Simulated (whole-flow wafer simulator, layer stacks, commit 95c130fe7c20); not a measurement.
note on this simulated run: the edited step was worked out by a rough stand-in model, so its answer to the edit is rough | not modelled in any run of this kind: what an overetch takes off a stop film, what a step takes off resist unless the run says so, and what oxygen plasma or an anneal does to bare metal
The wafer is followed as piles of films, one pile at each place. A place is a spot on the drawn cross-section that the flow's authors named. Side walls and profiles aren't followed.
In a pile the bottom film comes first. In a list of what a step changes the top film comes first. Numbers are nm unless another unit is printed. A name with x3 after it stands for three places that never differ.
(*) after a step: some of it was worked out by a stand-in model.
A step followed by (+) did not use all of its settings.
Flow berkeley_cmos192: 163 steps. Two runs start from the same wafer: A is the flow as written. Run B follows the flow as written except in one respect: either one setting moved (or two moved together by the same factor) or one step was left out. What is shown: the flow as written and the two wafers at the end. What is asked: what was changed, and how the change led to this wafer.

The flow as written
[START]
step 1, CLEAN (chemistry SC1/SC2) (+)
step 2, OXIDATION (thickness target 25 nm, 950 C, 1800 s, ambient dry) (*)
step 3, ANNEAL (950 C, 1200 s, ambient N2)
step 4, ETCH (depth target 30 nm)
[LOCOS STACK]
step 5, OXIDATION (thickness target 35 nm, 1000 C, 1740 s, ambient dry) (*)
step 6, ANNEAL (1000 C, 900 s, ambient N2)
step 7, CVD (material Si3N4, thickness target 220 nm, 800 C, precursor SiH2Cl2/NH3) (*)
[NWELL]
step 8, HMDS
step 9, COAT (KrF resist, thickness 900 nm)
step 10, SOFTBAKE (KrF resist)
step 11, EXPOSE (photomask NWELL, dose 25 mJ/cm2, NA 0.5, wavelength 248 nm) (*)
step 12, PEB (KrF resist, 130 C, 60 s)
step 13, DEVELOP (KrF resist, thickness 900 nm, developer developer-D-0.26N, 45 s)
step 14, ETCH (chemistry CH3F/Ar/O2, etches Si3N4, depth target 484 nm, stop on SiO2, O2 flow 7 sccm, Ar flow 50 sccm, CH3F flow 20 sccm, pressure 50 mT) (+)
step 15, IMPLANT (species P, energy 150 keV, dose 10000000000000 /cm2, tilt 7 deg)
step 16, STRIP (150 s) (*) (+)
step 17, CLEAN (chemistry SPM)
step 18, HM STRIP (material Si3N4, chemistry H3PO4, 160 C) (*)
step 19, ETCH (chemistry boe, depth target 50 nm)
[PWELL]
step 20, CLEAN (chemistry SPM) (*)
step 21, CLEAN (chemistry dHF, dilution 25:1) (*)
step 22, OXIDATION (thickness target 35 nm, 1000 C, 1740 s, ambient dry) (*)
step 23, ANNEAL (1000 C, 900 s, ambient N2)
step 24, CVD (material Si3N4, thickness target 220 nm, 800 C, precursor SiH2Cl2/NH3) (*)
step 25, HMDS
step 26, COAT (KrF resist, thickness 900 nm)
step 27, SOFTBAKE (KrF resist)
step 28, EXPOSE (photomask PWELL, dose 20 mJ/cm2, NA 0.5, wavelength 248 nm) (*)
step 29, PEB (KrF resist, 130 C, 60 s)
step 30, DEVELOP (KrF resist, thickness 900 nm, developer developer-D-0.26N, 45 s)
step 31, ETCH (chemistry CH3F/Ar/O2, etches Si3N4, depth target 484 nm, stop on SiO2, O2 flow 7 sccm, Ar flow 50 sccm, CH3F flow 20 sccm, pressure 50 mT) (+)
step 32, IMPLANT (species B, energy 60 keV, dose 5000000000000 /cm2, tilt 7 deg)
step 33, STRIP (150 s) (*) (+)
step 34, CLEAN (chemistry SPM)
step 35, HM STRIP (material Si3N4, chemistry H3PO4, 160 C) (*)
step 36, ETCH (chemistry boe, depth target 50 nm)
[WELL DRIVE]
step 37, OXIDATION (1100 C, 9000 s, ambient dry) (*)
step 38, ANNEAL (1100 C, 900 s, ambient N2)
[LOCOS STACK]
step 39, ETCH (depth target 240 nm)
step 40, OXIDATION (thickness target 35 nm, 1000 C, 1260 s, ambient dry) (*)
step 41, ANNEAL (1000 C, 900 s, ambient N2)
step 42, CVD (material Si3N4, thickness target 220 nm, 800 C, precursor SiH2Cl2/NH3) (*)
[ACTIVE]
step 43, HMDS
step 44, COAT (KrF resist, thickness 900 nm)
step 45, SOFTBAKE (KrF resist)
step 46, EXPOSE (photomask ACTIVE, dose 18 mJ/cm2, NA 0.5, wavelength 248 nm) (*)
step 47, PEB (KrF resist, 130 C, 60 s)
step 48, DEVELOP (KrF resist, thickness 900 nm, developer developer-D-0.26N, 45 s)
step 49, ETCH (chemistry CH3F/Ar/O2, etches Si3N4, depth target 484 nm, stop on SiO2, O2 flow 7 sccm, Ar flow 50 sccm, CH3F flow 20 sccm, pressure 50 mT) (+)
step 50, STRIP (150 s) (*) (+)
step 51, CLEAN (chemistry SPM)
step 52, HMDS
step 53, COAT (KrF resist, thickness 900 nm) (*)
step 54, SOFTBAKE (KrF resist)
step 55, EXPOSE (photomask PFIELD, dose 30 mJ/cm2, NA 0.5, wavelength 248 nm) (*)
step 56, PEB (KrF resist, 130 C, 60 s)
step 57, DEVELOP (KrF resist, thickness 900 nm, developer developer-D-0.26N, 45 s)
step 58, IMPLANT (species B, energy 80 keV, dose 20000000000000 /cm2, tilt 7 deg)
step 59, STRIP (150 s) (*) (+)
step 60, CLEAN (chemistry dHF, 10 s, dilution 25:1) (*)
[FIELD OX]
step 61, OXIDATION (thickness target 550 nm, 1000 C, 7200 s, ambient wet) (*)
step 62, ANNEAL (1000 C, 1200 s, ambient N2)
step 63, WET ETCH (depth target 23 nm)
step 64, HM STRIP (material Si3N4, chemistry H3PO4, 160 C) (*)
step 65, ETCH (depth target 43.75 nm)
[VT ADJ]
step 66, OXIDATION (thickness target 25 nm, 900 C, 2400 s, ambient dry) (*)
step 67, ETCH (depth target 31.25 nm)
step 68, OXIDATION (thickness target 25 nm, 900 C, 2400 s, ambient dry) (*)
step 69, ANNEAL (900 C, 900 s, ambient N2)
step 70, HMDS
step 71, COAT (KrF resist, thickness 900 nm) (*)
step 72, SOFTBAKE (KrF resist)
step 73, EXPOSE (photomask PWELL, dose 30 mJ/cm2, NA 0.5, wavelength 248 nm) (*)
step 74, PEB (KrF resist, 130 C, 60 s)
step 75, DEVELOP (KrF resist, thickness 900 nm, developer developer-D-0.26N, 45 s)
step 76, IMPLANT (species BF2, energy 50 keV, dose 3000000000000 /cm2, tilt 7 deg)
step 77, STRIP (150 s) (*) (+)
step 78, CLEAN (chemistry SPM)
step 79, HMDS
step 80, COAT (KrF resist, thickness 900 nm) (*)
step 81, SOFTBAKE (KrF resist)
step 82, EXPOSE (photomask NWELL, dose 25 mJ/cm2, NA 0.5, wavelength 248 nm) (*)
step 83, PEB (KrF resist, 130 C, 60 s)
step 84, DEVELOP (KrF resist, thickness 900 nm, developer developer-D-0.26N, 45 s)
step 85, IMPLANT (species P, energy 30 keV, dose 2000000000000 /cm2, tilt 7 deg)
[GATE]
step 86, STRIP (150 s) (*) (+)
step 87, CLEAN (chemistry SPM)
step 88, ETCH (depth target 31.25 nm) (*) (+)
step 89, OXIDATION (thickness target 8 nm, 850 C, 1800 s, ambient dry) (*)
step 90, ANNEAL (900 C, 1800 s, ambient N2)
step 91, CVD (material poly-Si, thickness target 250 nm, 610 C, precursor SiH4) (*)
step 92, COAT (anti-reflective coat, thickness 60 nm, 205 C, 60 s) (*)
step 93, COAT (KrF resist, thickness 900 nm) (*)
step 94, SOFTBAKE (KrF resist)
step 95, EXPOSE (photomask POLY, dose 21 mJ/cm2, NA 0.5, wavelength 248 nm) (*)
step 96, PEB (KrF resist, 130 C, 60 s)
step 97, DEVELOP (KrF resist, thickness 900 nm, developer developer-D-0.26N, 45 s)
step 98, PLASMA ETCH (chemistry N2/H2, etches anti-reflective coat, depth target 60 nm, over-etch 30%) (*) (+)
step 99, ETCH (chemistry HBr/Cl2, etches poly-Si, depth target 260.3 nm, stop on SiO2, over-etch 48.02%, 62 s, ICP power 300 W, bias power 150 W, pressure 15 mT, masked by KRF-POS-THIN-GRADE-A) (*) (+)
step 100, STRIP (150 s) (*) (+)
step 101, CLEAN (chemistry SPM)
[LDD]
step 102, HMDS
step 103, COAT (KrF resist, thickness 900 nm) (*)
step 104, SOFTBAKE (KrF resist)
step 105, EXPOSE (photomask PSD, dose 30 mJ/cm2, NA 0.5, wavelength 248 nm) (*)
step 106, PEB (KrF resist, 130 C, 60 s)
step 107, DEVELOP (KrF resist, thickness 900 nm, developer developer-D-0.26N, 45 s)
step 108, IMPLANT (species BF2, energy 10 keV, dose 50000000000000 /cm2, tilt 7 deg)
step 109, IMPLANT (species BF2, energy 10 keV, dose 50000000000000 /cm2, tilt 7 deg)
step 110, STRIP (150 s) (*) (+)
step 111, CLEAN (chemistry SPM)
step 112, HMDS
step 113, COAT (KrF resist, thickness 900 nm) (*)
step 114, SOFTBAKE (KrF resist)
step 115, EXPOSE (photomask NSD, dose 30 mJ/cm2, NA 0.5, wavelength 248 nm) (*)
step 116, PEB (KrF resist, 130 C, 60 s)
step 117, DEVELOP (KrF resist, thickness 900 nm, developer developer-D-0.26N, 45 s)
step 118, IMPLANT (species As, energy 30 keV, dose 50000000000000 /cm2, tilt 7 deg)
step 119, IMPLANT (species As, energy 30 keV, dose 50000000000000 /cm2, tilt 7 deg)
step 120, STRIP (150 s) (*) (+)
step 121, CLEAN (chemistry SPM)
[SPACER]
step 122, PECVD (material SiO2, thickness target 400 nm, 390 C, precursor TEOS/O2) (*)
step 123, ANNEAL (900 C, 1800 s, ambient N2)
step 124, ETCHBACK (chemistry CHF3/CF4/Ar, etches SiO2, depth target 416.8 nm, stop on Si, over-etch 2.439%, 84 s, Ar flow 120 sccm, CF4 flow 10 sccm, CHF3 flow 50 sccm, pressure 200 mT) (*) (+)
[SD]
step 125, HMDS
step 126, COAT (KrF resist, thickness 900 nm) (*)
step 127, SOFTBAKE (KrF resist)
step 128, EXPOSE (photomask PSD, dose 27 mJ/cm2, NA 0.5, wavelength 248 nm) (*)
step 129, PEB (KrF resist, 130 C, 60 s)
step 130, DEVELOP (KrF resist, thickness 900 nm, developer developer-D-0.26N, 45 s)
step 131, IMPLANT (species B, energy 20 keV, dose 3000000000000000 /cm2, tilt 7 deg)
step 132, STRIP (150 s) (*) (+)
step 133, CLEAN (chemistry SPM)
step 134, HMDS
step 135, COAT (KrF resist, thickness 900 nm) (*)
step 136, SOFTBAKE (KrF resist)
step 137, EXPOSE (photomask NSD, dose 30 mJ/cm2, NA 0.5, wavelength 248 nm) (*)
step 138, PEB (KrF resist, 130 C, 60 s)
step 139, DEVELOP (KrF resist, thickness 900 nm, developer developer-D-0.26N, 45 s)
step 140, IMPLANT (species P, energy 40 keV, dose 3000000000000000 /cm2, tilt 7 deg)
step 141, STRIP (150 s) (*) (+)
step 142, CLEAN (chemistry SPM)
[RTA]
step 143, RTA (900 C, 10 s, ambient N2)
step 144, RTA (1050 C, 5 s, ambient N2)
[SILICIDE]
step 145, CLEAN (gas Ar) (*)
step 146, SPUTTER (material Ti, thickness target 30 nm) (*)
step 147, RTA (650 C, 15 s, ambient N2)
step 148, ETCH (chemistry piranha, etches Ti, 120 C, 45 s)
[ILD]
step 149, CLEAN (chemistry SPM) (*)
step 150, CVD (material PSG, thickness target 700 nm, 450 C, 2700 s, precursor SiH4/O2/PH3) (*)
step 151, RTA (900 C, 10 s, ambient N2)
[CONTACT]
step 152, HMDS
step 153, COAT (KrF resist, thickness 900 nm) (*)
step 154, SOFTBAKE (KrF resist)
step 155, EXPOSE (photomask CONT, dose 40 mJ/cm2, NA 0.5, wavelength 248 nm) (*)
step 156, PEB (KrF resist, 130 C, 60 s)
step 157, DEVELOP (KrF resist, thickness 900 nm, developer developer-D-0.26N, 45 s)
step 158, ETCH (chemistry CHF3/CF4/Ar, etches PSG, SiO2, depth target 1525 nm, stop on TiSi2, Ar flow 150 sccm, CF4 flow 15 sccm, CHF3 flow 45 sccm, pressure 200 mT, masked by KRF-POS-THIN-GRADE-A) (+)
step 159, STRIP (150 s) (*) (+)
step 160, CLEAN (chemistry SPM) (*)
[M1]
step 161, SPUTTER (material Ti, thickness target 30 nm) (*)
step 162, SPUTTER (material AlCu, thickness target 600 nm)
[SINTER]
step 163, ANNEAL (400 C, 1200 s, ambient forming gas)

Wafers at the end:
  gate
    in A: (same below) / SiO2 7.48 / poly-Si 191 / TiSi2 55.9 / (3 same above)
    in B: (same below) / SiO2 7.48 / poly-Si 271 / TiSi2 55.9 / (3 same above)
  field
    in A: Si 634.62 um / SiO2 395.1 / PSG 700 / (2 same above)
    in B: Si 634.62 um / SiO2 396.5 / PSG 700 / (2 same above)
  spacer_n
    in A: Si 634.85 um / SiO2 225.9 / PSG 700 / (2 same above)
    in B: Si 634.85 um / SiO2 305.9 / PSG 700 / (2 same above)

The reason: step 91, CVD: thickness target 330 nm was run, whereas the flow has thickness target 250 nm.

The path from the change to this, step by step:
  step 91, CVD (material poly-Si, thickness target 250 nm, 610 C, precursor SiH4) (*)
      field, sd_n, spacer_n and 6 more: A +250 poly-Si (new film) | B +330 poly-Si (new film)
  step 92, COAT (anti-reflective coat, thickness 60 nm, 205 C, 60 s) (*)
      field: A +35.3 anti-reflective coat (new film) | B +36.7 anti-reflective coat (new film)
      sd_n: A +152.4 anti-reflective coat (new film) | B +156.1 anti-reflective coat (new film)
      (as well as at 1 more place)
  step 98, PLASMA ETCH (chemistry N2/H2, etches anti-reflective coat, depth target 60 nm, over-etch 30%) (*) (+)
      field: A -35.3 anti-reflective coat (all of it), -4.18 poly-Si | B -36.7 anti-reflective coat (all of it), -4.26 poly-Si
      sd_n: A -152.4 anti-reflective coat (all of it), -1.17 poly-Si | B -156.1 anti-reflective coat (all of it), -1.2 poly-Si
      (as well as at 1 more place)
  step 99, ETCH (chemistry HBr/Cl2, etches poly-Si, depth target 260.3 nm, stop on SiO2, over-etch 48.02%, 62 s, ICP power 300 W, bias power 150 W, pressure 15 mT, masked by KRF-POS-THIN-GRADE-A) (*) (+)
      field, spacer_n, spacer_p: A -245.8 poly-Si (all of it), -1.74 SiO2 | B -325.7 poly-Si (all of it), -0.3 SiO2
      sd_n: A -248.8 poly-Si (all of it), -1.51 SiO2 | B -328.8 poly-Si (all of it), -0.28 SiO2
      (as well as at 3 more places)
  step 103, COAT (KrF resist, thickness 900 nm) (*)
      gate: A +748 KrF resist (new film) | B +680.9 KrF resist (new film)
      gate_p: A +744.1 KrF resist (new film) | B +677 KrF resist (new film)
  step 107, DEVELOP (KrF resist, thickness 900 nm, developer developer-D-0.26N, 45 s)
      gate_p: A -742.9 KrF resist (all of it) | B -676 KrF resist (all of it)
  step 110, STRIP (150 s) (*) (+)
      gate: A -732.7 KrF resist (all of it), +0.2 chemical SiO2, -0.09 poly-Si | B -665.7 KrF resist (all of it), +0.2 chemical SiO2, -0.09 poly-Si
  step 113, COAT (KrF resist, thickness 900 nm) (*)
      gate: A +747.9 KrF resist (new film) | B +680.8 KrF resist (new film)
      gate_p: A +743.9 KrF resist (new film) | B +676.9 KrF resist (new film)
  step 117, DEVELOP (KrF resist, thickness 900 nm, developer developer-D-0.26N, 45 s)
      gate: A -746.8 KrF resist (all of it) | B -679.8 KrF resist (all of it)
  step 120, STRIP (150 s) (*) (+)
      gate_p: A -728.6 KrF resist (all of it), +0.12 chemical SiO2, -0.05 poly-Si | B -661.6 KrF resist (all of it), +0.12 chemical SiO2, -0.05 poly-Si
  step 124, ETCHBACK (chemistry CHF3/CF4/Ar, etches SiO2, depth target 416.8 nm, stop on Si, over-etch 2.439%, 84 s, Ar flow 120 sccm, CF4 flow 10 sccm, CHF3 flow 50 sccm, pressure 200 mT) (*) (+)
      spacer_n: A -160 SiO2 | B -81.4 SiO2
      spacer_p: A -159.9 SiO2 | B -81.4 SiO2
  step 126, COAT (KrF resist, thickness 900 nm) (*)
      spacer_n: A +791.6 KrF resist (new film) | B +733.1 KrF resist (new film)
      gate: A +771.5 KrF resist (new film) | B +714.4 KrF resist (new film)
      (as well as at 2 more places)
  step 130, DEVELOP (KrF resist, thickness 900 nm, developer developer-D-0.26N, 45 s)
      spacer_p: A -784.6 KrF resist (all of it) | B -726.4 KrF resist (all of it)
      gate_p: A -764.3 KrF resist (all of it) | B -707.5 KrF resist (all of it)
  step 132, STRIP (150 s) (*) (+)
      spacer_n: A -776.1 KrF resist (all of it) | B -717.8 KrF resist (all of it)
      gate: A +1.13 chemical SiO2 (new film), -756.1 KrF resist (all of it), -0.5 poly-Si | B +1.13 chemical SiO2 (new film), -699.1 KrF resist (all of it), -0.5 poly-Si
  step 135, COAT (KrF resist, thickness 900 nm) (*)
      spacer_n: A +791.1 KrF resist (new film) | B +733.4 KrF resist (new film)
      gate: A +770.3 KrF resist (new film) | B +714 KrF resist (new film)
      (as well as at 2 more places)
  step 139, DEVELOP (KrF resist, thickness 900 nm, developer developer-D-0.26N, 45 s)
      spacer_n: A -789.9 KrF resist (all of it) | B -732.2 KrF resist (all of it)
      gate: A -769.1 KrF resist (all of it) | B -712.9 KrF resist (all of it)
  ... 2 further steps ...
  step 159, STRIP (150 s) (*) (+)
      spacer_n: A -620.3 KrF resist (all of it) | B -577.1 KrF resist (all of it)
      gate: A -600.1 KrF resist (all of it) | B -562.1 KrF resist (all of it)
      (as well as at 3 more places)
